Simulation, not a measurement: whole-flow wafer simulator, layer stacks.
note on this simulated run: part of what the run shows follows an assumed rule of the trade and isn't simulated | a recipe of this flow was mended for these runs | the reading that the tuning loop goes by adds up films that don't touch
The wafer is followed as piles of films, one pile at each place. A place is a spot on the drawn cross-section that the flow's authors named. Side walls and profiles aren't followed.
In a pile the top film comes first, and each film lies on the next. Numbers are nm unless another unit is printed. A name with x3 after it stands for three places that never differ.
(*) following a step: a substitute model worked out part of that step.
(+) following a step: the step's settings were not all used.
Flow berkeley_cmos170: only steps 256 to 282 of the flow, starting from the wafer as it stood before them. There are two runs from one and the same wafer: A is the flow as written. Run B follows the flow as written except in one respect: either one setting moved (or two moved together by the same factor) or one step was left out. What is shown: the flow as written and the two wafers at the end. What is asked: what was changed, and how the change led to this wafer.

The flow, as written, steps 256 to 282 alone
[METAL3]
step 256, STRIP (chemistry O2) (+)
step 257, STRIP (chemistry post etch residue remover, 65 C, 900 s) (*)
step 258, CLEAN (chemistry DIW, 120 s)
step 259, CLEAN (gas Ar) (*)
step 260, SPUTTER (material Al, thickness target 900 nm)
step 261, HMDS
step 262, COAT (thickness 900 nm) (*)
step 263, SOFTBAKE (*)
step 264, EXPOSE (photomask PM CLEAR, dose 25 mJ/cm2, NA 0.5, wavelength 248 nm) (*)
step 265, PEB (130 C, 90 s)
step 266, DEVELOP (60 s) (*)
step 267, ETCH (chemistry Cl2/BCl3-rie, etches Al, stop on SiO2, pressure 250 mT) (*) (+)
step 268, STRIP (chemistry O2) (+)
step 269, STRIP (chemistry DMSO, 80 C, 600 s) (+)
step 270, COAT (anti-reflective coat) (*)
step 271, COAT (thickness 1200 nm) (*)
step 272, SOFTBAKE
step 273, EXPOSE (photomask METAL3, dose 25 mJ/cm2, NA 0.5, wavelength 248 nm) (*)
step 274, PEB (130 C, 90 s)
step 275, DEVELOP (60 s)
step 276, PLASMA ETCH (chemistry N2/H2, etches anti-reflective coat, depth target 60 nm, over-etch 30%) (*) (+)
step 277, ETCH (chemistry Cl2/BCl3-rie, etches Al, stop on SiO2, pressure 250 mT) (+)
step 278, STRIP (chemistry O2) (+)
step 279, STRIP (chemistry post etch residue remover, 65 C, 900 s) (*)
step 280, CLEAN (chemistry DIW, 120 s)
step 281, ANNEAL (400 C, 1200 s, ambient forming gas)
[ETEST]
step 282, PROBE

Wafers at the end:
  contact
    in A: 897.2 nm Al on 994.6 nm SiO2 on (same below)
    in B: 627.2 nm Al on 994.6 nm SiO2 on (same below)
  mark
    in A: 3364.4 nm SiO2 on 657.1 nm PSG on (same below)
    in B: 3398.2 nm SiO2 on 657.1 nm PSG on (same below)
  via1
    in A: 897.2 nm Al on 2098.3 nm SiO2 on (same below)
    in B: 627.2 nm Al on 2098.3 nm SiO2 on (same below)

What caused this: step 260, SPUTTER: thickness target 630 nm was run, while the flow as written has thickness target 900 nm.

How this came from the change, step by step:
  step 260, SPUTTER (material Al, thickness target 900 nm)
      field, mark, sd_n and 9 more: A +900 Al (new film) | B +630 Al (new film)
      via2: A +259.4 Al | B +207.5 Al
  step 262, COAT (thickness 900 nm) (*)
      via2: A +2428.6 KrF-resist (new film) | B +2218 KrF-resist (new film)
  step 265, PEB (130 C, 90 s)
      via2: A -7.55 KrF-resist | B -6.19 KrF-resist
  step 267, ETCH (chemistry Cl2/BCl3-rie, etches Al, stop on SiO2, pressure 250 mT) (*) (+)
      field, sd_n, spacer_n and 9 more: A -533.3 KrF-resist | B -398.3 KrF-resist
      mark: A -886.7 Al (all of it), -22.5 SiO2 | B -616.7 Al (all of it), -22.5 SiO2
  step 268, STRIP (chemistry O2) (+)
      field, spacer_n, gate_n: A -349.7 KrF-resist (all of it) | B -484.7 KrF-resist (all of it)
      spacer_p, gate_p: A -349.6 KrF-resist (all of it) | B -484.6 KrF-resist (all of it)
      (as well as at 7 more places)
  step 270, COAT (anti-reflective coat) (*)
      via2: A +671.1 anti-reflective coat (new film) | B +562.8 anti-reflective coat (new film)
  step 271, COAT (thickness 1200 nm) (*)
      via2: A +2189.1 KrF-resist (new film) | B +2069.1 KrF-resist (new film)
  step 274, PEB (130 C, 90 s)
      via2: A -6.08 KrF-resist | B -5.44 KrF-resist
  step 277, ETCH (chemistry Cl2/BCl3-rie, etches Al, stop on SiO2, pressure 250 mT) (+)
      field, sd_n, spacer_n, gate_n, sd_p, spacer_p, gate_p: A -900 Al (all of it), -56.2 SiO2 | B -630 Al (all of it), -56.2 SiO2
      contact, m1, via1, m2, via2: A -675 KrF-resist | B -540 KrF-resist
      (as well as at 1 more place)
  step 278, STRIP (chemistry O2) (+)
      contact: A -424 KrF-resist (all of it), -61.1 anti-reflective coat (all of it) | B -558.7 KrF-resist (all of it), -61.1 anti-reflective coat (all of it)
      m1: A -423.6 KrF-resist (all of it), -40.9 anti-reflective coat (all of it) | B -553.5 KrF-resist (all of it), -40.8 anti-reflective coat (all of it)
      (as well as at 3 more places)
